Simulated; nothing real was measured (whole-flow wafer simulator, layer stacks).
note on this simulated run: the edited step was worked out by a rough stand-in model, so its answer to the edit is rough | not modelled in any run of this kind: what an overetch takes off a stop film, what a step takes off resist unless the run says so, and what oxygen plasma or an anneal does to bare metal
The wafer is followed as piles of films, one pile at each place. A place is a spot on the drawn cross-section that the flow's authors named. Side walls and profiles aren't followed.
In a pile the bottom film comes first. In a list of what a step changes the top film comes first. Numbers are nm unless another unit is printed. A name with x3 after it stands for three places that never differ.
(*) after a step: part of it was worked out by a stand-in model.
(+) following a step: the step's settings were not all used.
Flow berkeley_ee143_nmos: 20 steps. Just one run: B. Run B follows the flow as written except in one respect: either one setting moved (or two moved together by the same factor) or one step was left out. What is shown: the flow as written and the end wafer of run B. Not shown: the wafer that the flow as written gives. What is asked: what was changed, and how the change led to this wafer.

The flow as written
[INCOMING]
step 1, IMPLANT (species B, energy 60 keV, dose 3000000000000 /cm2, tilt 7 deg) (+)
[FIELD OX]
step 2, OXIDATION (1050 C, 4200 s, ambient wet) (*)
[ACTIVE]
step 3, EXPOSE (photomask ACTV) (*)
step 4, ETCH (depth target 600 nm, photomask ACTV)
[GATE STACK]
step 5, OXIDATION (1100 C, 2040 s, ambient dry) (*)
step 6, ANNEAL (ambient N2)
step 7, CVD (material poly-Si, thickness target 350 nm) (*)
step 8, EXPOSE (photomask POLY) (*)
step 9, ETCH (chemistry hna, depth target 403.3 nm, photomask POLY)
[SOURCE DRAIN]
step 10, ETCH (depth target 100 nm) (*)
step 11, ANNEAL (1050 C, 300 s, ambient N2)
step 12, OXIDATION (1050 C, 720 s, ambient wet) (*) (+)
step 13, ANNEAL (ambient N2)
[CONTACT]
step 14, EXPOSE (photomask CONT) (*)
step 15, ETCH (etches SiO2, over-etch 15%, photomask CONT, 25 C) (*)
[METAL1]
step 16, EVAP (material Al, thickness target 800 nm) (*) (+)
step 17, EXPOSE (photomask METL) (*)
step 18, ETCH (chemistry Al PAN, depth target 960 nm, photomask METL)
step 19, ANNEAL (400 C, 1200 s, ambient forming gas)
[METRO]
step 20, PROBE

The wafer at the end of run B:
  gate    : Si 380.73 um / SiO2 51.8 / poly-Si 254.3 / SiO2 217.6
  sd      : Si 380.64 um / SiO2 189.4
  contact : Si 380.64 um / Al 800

What caused this: step 5, OXIDATION: 1045 C was run, while the flow as written has 1100 C.

Step by step, how the change led to this:
  step 5, OXIDATION (1100 C, 2040 s, ambient dry) (*)
      gate, sd, contact: SiO2 gains 51.8 (new film), Si loses 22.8 (as written it would have been: SiO2 gains 79.7 (new film), Si loses 35.1)
      field: SiO2 gains 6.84, Si loses 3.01 (as written it would have been: SiO2 gains 11.6, Si loses 5.1)
  step 10, ETCH (depth target 100 nm) (*)
      sd, contact: SiO2 loses 51.8 (all of it) (as written it would have been: SiO2 loses 79.7 (all of it))
